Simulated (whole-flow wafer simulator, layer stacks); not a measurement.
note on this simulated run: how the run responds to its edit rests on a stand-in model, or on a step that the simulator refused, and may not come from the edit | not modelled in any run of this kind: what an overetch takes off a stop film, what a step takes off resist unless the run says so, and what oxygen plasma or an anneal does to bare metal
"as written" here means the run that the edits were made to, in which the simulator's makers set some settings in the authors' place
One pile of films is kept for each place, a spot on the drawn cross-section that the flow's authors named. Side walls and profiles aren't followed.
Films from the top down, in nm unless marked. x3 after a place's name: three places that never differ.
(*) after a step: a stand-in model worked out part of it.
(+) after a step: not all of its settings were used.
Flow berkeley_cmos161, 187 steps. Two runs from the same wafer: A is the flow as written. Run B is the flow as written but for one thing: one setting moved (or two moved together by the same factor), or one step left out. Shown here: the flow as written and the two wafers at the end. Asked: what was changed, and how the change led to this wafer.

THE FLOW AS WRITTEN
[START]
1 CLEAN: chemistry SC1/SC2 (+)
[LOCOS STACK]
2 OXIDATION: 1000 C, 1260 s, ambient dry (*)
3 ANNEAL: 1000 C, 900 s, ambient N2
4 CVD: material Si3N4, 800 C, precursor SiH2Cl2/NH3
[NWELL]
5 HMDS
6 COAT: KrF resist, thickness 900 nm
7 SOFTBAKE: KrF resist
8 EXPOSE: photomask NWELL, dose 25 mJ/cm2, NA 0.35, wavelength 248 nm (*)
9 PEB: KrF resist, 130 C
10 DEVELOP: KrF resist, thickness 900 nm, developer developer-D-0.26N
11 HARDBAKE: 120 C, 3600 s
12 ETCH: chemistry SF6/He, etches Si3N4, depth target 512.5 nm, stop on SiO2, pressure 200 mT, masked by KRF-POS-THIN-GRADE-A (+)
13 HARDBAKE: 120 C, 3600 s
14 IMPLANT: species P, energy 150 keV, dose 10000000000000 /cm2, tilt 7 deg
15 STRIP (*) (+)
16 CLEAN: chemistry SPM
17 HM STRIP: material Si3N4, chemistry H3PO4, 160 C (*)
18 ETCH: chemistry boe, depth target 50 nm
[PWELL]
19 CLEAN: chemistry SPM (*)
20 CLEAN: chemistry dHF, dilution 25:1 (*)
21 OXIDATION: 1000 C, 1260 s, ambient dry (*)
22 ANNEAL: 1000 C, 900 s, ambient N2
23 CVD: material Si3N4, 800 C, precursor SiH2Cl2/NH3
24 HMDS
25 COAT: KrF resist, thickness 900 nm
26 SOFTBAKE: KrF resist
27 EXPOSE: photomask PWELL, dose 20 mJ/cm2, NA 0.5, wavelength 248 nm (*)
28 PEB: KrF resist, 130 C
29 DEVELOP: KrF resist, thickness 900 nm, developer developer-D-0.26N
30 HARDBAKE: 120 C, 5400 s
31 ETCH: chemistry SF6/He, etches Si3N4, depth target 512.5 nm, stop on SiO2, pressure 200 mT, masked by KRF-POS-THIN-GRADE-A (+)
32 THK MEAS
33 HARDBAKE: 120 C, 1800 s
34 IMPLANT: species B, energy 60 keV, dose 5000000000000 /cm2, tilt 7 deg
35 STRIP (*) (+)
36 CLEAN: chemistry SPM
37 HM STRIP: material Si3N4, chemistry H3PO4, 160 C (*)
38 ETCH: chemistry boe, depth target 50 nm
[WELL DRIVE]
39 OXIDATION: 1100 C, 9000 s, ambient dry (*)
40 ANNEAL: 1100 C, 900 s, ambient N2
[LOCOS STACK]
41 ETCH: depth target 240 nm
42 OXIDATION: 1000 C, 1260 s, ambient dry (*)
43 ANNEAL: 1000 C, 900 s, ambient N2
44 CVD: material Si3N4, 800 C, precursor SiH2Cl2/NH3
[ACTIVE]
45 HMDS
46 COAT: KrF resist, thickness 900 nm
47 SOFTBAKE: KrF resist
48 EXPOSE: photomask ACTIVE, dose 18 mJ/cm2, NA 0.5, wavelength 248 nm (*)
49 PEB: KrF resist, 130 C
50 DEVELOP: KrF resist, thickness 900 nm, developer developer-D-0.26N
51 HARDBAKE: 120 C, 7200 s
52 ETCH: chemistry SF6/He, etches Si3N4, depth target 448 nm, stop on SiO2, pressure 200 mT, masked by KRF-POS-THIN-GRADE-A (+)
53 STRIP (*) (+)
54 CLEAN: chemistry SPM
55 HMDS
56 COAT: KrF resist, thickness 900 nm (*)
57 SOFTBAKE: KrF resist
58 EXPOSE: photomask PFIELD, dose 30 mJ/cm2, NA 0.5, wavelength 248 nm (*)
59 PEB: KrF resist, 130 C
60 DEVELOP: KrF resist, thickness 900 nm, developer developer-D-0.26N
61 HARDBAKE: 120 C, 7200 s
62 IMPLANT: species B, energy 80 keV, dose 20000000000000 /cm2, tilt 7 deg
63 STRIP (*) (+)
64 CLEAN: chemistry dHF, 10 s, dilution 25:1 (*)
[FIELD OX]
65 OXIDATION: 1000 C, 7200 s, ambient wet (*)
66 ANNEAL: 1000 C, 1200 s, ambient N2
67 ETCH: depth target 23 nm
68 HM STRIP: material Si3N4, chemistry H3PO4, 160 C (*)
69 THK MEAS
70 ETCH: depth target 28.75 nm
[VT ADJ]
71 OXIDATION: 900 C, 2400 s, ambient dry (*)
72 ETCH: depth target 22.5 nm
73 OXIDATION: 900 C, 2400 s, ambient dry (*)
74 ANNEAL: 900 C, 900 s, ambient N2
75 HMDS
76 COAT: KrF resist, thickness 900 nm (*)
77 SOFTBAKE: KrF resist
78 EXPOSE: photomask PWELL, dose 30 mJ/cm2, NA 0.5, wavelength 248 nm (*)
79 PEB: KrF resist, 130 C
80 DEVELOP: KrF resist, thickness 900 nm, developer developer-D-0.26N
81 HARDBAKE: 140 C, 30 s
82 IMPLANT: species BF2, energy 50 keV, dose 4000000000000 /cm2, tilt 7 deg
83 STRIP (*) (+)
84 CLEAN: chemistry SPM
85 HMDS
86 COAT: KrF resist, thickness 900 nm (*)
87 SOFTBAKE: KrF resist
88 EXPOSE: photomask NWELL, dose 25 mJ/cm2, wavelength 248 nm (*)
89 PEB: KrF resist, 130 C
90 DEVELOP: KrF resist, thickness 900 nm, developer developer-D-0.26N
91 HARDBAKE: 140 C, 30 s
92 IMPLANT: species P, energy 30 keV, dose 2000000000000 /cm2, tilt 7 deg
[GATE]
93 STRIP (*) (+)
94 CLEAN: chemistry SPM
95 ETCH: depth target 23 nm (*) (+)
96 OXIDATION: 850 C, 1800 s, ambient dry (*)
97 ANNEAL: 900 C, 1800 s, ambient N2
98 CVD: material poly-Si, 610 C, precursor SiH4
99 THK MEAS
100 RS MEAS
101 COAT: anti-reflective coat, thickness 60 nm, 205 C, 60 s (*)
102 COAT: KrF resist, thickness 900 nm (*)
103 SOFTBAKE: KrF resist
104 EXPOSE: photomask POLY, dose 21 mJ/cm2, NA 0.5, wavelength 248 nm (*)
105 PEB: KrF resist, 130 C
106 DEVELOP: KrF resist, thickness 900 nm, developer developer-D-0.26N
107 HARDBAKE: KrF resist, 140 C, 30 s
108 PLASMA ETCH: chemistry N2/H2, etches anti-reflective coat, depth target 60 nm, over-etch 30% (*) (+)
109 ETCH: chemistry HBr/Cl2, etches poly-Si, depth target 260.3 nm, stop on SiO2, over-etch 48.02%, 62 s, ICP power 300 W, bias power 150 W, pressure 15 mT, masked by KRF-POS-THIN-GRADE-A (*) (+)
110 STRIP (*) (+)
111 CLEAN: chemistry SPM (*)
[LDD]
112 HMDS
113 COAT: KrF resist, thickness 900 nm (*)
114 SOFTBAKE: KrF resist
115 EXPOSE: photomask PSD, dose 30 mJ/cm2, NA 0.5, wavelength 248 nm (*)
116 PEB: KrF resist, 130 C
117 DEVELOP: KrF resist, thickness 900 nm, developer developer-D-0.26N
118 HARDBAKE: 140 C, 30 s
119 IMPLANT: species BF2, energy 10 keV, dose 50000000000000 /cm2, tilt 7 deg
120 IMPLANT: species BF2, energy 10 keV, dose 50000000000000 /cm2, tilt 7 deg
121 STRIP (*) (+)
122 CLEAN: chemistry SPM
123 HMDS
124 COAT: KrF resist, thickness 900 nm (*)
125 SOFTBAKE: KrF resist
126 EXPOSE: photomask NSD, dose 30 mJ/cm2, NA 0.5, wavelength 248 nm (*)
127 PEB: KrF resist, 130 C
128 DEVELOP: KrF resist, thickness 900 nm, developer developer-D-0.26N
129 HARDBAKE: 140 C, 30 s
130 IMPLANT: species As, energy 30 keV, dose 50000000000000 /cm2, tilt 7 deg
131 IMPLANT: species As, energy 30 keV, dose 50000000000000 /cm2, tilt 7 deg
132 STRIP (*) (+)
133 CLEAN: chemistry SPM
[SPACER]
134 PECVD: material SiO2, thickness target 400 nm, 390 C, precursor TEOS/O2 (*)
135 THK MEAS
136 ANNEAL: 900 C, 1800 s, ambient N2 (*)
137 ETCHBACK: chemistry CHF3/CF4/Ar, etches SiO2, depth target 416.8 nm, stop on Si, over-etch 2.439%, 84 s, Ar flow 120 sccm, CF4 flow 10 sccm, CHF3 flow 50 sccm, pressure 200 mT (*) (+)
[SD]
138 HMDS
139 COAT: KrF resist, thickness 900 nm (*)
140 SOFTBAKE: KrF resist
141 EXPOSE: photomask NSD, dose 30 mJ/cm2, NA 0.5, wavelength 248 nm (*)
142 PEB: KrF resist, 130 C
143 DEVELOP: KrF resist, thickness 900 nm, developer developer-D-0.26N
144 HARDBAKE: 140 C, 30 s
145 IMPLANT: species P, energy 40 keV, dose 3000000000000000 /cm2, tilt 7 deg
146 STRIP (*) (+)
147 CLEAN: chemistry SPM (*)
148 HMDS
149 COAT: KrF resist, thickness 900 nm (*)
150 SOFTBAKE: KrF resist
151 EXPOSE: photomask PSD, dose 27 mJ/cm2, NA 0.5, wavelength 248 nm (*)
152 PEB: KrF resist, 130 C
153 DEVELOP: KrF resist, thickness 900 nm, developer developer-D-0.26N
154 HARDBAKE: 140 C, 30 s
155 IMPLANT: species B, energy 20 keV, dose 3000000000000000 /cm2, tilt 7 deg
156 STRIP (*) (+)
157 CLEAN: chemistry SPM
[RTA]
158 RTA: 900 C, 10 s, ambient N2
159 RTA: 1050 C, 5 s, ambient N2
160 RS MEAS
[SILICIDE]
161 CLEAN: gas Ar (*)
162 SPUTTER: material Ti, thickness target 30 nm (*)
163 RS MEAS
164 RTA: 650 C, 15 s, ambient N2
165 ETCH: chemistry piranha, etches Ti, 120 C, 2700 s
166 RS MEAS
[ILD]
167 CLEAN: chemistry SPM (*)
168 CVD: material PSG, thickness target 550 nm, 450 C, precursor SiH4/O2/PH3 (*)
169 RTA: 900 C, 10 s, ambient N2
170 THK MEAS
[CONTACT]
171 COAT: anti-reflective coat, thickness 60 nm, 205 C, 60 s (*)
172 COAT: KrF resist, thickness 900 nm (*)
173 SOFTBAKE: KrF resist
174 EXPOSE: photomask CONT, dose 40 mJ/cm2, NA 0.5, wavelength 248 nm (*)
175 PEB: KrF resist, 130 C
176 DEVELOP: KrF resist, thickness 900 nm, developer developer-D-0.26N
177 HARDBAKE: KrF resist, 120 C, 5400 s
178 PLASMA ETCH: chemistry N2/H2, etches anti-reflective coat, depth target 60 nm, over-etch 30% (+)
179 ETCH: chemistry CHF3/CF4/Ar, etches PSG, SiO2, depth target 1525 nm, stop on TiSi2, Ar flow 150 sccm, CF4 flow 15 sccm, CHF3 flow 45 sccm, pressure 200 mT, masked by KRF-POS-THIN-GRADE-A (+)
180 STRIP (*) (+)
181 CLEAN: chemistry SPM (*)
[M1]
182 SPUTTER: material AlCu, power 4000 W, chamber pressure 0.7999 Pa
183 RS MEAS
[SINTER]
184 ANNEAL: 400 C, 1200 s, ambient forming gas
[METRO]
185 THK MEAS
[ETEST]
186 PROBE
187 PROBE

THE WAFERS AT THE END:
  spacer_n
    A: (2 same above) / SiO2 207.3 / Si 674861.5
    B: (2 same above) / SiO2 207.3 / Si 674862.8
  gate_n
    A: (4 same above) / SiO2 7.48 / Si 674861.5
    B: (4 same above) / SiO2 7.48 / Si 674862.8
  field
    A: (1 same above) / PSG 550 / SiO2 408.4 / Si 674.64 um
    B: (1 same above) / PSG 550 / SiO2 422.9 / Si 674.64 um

The cause: step 70, ETCH: depth target 14.2 nm was run, where the flow has depth target 28.75 nm.

How the change led to this, step by step:
  70 ETCH: depth target 28.75 nm
      spacer_n, gate_n, spacer_p, gate_p, contact, m1: A SiO2 -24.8 (all of it) | B SiO2 -14.2
      sd_n, sd_p: A SiO2 -25 (all of it) | B SiO2 -14.2
      (and at 1 more place)
  71 OXIDATION: 900 C, 2400 s, ambient dry (*)
      spacer_n, gate_n, spacer_p, gate_p, contact, m1: A SiO2 +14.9 (new film), Si -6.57 | B SiO2 +11.8, Si -5.21
      sd_n, sd_p: A SiO2 +14.9 (new film), Si -6.57 | B SiO2 +11.8, Si -5.18
  72 ETCH: depth target 22.5 nm
      spacer_n, gate_n, spacer_p, gate_p, contact, m1: A SiO2 -14.9 (all of it) | B SiO2 -22.4 (all of it)
      sd_n, sd_p: A SiO2 -14.9 (all of it) | B SiO2 -22.6 (all of it)
  101 COAT: anti-reflective coat, thickness 60 nm, 205 C, 60 s (*)
      sd_n: A anti-reflective coat +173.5 (new film) | B anti-reflective coat +183.7 (new film)
      spacer_n: A anti-reflective coat +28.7 (new film) | B anti-reflective coat +26.3 (new film)
      (and at 4 more places)
  108 PLASMA ETCH: chemistry N2/H2, etches anti-reflective coat, depth target 60 nm, over-etch 30% (*) (+)
      sd_n: A anti-reflective coat -173.5 (all of it), poly-Si -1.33 | B anti-reflective coat -183.7 (all of it), poly-Si -1.41
      spacer_n: A anti-reflective coat -28.7 (all of it), poly-Si -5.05 | B anti-reflective coat -26.3 (all of it), poly-Si -5.45
      (and at 2 more places)
  110 STRIP (*) (+)
      gate_n: A chemical SiO2 +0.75 (new film), KrF resist -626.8 (all of it), anti-reflective coat -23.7 (all of it), poly-Si -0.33 | B chemical SiO2 +0.75 (new film), KrF resist -635.3 (all of it), anti-reflective coat -21.4 (all of it), poly-Si -0.33
      gate_p: A chemical SiO2 +0.75 (new film), KrF resist -598.2 (all of it), anti-reflective coat -27.9 (all of it), poly-Si -0.33 | B chemical SiO2 +0.75 (new film), KrF resist -603.3 (all of it), anti-reflective coat -26.7 (all of it), poly-Si -0.33
  171 COAT: anti-reflective coat, thickness 60 nm, 205 C, 60 s (*)
      sd_n: A anti-reflective coat +149.7 (new film) | B anti-reflective coat +160.6 (new film)
      m1: A anti-reflective coat +97.8 (new film) | B anti-reflective coat +100.8 (new film)
  180 STRIP (*) (+)
      sd_n: A KrF resist -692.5 (all of it), anti-reflective coat -149.7 (all of it) | B KrF resist -690.1 (all of it), anti-reflective coat -160.6 (all of it)
      m1: A KrF resist -739.9 (all of it), anti-reflective coat -97.8 (all of it) | B KrF resist -744.8 (all of it), anti-reflective coat -100.8 (all of it)
